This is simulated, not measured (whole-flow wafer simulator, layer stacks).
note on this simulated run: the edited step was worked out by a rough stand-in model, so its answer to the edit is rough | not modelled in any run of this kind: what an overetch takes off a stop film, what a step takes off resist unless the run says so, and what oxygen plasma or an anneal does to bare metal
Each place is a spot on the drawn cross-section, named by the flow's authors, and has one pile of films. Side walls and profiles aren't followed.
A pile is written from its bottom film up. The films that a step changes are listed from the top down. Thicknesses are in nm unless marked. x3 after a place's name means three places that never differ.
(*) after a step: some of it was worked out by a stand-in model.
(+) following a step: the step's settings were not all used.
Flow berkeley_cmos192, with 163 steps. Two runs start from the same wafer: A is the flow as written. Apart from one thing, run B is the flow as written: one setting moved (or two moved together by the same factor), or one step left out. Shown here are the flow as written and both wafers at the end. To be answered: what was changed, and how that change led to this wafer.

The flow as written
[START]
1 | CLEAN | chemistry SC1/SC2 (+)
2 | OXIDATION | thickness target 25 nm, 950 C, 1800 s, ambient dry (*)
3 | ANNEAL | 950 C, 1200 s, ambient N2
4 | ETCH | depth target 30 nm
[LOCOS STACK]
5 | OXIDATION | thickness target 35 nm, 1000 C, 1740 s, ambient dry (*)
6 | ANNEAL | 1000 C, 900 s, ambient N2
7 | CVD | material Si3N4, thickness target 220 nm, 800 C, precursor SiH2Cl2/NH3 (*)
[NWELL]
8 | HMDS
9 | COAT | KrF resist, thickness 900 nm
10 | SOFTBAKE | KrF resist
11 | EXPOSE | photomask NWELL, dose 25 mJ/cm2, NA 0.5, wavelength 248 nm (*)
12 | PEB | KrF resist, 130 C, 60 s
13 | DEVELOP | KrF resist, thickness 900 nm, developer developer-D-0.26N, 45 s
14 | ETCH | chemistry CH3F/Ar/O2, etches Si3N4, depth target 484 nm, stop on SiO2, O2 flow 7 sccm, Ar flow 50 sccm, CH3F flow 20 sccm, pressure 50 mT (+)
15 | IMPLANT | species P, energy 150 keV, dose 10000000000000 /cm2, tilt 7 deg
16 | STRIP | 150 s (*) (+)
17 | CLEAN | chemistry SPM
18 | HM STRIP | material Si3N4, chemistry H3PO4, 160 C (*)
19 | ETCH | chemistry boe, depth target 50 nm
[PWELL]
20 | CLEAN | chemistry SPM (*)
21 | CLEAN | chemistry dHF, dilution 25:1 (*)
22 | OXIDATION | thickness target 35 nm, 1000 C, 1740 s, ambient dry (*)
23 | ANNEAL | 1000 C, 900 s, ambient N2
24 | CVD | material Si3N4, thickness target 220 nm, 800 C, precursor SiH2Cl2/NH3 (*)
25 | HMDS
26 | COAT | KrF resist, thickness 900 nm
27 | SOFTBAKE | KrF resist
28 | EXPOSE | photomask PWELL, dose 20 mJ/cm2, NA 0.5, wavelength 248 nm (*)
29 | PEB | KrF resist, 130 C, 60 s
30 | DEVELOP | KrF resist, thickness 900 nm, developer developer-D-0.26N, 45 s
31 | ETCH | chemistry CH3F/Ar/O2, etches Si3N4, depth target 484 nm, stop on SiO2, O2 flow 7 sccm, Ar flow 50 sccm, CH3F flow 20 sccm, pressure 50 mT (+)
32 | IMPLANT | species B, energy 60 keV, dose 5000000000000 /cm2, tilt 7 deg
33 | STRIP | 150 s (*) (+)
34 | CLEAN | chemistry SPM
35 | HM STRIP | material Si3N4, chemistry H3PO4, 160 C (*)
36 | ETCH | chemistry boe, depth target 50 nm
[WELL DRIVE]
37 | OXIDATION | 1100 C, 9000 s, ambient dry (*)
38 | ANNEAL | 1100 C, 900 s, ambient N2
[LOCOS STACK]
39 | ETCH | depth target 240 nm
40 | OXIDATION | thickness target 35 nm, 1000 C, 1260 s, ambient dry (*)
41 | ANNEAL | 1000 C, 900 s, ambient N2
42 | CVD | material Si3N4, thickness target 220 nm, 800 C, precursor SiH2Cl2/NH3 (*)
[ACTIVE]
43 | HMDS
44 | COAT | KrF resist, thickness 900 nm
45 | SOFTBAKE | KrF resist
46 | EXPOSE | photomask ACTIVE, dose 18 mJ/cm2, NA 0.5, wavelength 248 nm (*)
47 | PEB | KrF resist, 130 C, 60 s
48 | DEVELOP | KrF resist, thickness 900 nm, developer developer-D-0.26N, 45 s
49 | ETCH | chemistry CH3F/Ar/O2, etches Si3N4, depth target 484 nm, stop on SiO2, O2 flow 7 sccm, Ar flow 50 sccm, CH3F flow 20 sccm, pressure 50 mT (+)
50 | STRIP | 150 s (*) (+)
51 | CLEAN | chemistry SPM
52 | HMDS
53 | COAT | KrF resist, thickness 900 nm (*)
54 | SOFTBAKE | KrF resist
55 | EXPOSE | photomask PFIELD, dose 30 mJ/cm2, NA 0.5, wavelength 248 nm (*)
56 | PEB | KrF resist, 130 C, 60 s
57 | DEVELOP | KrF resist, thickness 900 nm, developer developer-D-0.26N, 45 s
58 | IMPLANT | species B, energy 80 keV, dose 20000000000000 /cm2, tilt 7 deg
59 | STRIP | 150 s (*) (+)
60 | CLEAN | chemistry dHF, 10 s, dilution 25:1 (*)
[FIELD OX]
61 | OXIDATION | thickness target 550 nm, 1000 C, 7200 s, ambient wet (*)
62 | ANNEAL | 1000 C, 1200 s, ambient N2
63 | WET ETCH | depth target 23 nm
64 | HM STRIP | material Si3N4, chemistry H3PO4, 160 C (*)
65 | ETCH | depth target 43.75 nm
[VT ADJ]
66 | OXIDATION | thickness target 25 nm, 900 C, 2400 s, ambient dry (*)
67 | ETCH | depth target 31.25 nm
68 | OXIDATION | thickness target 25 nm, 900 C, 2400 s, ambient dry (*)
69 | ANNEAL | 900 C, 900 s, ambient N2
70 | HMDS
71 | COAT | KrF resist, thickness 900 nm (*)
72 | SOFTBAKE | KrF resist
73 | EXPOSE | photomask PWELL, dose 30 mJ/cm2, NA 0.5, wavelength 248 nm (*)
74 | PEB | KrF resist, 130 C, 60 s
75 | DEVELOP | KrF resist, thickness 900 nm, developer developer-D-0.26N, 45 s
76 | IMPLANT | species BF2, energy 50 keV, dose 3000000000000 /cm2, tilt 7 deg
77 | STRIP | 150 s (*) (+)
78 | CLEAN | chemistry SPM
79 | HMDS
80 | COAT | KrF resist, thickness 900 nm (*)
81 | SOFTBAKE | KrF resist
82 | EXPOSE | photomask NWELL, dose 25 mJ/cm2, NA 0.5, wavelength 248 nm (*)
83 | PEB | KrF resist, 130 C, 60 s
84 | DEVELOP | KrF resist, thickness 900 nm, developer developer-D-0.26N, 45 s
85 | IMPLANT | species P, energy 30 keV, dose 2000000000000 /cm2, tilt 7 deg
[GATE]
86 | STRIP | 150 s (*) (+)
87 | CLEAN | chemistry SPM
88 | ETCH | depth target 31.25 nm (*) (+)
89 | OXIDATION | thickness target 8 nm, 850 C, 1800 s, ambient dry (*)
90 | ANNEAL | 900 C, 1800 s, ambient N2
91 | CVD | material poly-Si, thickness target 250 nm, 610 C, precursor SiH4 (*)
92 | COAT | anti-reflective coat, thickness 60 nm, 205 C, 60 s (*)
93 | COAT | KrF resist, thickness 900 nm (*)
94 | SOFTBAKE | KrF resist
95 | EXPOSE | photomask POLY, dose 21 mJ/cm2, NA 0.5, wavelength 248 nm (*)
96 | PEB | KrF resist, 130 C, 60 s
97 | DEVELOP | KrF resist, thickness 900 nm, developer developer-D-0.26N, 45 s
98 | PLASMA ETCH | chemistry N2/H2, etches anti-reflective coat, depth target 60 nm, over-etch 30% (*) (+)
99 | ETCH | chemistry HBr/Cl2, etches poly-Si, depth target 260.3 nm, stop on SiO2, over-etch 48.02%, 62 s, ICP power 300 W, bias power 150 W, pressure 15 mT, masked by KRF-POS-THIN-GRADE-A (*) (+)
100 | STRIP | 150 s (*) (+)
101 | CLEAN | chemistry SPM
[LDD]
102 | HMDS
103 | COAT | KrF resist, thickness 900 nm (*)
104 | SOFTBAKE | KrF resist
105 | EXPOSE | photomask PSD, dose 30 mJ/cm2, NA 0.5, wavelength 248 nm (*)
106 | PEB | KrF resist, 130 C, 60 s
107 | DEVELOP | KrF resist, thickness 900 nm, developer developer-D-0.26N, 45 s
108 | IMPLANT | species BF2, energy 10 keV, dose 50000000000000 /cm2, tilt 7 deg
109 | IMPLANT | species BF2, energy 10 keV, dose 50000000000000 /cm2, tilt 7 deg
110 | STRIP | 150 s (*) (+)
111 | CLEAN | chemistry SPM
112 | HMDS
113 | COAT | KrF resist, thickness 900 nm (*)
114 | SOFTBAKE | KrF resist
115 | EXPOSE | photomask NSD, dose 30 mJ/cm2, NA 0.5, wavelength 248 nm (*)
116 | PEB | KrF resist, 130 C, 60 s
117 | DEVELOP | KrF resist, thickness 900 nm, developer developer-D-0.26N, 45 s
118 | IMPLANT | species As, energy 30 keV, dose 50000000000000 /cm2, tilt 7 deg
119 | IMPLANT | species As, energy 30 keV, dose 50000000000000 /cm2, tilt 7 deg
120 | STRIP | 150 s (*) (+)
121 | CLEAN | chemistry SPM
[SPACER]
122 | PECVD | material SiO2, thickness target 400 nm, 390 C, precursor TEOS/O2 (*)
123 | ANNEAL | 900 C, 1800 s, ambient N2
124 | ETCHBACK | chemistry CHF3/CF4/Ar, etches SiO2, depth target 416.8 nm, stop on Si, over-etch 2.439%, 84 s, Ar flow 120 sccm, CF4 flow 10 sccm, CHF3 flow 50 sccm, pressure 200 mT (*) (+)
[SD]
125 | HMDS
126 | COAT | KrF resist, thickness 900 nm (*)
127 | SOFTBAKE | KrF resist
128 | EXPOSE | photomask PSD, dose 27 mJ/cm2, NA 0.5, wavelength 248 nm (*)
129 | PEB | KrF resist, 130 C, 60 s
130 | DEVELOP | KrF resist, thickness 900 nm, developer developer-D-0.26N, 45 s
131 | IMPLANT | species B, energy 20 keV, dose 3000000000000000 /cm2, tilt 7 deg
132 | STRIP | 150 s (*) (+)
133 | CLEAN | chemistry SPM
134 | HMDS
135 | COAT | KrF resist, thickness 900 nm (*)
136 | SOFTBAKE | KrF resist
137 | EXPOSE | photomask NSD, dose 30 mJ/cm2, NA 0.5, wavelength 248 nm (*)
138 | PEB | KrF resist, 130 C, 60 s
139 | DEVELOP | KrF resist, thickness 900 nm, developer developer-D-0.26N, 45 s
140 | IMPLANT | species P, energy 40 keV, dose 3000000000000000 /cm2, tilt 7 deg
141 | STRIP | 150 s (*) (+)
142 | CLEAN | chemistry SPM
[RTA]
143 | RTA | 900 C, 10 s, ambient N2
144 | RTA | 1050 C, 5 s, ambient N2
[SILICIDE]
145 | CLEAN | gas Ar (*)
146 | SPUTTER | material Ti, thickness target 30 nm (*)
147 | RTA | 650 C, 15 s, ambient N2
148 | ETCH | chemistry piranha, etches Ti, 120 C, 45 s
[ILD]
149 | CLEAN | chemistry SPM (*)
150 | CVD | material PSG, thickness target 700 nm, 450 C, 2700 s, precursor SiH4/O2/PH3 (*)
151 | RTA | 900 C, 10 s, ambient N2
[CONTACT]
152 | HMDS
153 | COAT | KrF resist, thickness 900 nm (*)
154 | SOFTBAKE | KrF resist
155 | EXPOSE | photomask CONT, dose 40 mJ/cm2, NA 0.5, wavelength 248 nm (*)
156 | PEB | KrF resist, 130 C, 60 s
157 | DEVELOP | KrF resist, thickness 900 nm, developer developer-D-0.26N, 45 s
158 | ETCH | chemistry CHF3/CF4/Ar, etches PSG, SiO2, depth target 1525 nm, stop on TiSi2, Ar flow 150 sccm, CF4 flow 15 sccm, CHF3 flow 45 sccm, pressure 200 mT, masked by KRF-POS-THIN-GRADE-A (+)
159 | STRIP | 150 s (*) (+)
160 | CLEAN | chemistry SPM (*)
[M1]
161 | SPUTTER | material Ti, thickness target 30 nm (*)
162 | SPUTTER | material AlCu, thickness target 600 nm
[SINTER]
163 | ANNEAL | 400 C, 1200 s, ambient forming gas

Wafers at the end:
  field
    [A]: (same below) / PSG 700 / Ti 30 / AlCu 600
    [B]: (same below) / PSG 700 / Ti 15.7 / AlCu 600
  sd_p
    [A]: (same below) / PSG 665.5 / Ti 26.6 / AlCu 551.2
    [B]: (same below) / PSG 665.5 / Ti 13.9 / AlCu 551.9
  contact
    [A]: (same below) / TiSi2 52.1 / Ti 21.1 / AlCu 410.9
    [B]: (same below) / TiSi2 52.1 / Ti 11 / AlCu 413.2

What caused this: step 161, SPUTTER: thickness target 15.72 nm was run, whereas the flow has thickness target 30 nm.
One can read it off the wafer: field has Ti 15.7, and step 161 as written asks for 30 nm.

Step by step, how the change led to this:
  161 | SPUTTER | material Ti, thickness target 30 nm (*)
      field, sd_n, spacer_n, gate, spacer_p, gate_p, m1: A +30 Ti (new film) | B +15.7 Ti (new film)
      sd_p: A +26.6 Ti (new film) | B +13.9 Ti (new film)
      (and at 1 other place as well)
